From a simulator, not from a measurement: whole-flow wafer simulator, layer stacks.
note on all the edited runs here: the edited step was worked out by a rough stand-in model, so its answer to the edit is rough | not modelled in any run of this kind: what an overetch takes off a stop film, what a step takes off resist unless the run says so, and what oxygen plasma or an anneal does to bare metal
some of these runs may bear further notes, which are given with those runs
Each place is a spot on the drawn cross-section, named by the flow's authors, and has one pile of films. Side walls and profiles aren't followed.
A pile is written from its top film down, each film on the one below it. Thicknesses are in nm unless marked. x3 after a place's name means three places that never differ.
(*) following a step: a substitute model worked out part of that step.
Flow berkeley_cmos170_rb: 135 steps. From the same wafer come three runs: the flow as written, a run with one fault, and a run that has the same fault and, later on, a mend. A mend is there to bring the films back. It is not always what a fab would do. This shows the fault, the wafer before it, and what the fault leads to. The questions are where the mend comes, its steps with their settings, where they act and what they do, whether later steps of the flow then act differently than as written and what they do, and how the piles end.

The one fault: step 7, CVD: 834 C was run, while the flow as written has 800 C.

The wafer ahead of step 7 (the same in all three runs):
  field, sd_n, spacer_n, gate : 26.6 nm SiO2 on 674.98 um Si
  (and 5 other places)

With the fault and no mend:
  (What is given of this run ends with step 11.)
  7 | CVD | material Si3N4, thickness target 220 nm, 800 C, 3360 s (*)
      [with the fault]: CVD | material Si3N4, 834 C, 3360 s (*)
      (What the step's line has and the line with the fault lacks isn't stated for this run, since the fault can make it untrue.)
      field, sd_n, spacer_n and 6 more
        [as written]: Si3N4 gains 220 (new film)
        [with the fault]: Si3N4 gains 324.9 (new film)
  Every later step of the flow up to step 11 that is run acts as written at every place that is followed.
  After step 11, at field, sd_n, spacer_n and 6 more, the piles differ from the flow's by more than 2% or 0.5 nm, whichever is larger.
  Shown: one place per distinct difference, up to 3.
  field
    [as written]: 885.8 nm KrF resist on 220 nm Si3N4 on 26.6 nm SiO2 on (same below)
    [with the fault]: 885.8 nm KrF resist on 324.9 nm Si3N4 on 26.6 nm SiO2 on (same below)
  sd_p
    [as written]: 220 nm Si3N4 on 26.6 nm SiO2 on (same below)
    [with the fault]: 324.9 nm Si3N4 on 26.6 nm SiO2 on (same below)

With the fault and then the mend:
  After step 7 comes the mend.
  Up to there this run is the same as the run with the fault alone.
  7a | ETCH | chemistry h3po4, depth target 104.9 nm
      field, sd_n, spacer_n and 6 more
        Si3N4 loses 104.9
  Every later step of the flow that is run acts as written at every place that is followed.
  The piles end the same as the flow's at every place that both follow.
